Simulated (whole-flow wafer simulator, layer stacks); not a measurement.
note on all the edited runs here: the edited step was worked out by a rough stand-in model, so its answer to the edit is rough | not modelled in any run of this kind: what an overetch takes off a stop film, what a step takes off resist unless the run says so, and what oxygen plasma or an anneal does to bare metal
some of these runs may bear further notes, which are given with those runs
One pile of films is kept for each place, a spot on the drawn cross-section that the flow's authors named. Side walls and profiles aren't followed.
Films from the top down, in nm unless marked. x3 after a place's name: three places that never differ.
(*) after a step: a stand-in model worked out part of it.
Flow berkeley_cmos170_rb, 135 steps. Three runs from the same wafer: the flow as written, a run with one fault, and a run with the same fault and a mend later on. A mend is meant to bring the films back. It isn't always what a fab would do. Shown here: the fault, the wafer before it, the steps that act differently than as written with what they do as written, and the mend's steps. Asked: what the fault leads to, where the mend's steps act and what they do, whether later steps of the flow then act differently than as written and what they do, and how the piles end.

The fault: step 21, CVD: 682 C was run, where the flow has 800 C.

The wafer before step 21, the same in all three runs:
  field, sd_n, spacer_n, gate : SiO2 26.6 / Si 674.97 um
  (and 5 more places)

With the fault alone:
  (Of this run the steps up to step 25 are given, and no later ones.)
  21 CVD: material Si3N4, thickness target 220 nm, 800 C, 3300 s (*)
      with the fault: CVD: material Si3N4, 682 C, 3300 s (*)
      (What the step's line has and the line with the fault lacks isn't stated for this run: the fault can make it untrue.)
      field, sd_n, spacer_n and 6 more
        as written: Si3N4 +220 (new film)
        with the fault: Si3N4 +24 (new film)
  No later step of the flow up to step 25 acts differently than as written at any place that is followed.
  After step 25 the piles differ from the flow's by more than 2% or 0.5 nm, whichever is larger, at field, sd_n, spacer_n and 6 more.
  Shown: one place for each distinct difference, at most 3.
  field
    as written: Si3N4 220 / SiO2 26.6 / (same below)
    with the fault: Si3N4 24 / SiO2 26.6 / (same below)
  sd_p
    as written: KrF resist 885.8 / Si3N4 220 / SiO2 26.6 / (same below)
    with the fault: KrF resist 885.8 / Si3N4 24 / SiO2 26.6 / (same below)

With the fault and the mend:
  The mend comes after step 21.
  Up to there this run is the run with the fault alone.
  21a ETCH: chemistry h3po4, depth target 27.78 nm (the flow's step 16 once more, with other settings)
      field, sd_n, spacer_n and 6 more
        Si3N4 -24 (all of it)
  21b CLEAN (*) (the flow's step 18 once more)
      changes no film at any place that is followed
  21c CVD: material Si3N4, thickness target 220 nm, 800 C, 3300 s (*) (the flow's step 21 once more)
      field, sd_n, spacer_n and 6 more
        Si3N4 +220 (new film)
  No later step of the flow acts differently than as written at any place that is followed.
  At the end the piles are the same as the flow's at every place that both follow.
